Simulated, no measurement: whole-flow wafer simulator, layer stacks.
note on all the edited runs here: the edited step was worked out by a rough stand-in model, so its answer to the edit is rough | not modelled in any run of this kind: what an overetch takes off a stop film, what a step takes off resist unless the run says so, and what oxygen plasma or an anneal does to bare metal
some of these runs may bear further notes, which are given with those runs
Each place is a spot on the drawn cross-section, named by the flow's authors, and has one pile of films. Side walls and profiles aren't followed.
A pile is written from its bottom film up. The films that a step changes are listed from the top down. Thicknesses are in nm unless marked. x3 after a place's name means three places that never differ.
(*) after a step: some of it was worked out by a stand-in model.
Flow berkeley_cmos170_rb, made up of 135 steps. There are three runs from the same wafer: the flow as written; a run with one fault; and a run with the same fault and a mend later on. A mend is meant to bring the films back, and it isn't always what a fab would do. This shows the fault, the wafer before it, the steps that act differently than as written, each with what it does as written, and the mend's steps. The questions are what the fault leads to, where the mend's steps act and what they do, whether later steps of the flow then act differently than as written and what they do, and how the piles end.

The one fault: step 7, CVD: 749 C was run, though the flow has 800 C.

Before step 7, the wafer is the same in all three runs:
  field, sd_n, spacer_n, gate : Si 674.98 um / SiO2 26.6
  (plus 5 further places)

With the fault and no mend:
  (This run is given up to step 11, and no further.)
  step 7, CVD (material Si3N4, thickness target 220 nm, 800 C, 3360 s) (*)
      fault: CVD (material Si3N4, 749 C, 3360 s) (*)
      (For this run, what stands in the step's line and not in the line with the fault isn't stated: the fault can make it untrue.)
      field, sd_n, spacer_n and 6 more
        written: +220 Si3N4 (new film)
        fault: +97.3 Si3N4 (new film)
  Every later step of the flow up to step 11 that is run acts as written at every place that is followed.
  Once step 11 is done, the piles at field, sd_n, spacer_n and 6 more depart from the flow's by more than 2% or 0.5 nm, whichever is larger.
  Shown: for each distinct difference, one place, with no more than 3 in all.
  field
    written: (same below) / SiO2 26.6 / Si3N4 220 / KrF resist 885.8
    fault: (same below) / SiO2 26.6 / Si3N4 97.3 / KrF resist 885.8
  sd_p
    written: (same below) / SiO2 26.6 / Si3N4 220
    fault: (same below) / SiO2 26.6 / Si3N4 97.3

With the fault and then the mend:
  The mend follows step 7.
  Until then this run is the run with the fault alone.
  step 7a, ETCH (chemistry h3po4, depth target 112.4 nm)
      field, sd_n, spacer_n and 6 more
        -97.3 Si3N4 (all of it)
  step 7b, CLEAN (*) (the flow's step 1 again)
      leaves every film unchanged at each place that is followed
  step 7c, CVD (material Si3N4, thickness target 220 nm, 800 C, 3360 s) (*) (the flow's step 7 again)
      field, sd_n, spacer_n and 6 more
        +220 Si3N4 (new film)
  Every later step of the flow that is run acts as written at every place that is followed.
  The piles end the same as the flow's at every place that both follow.
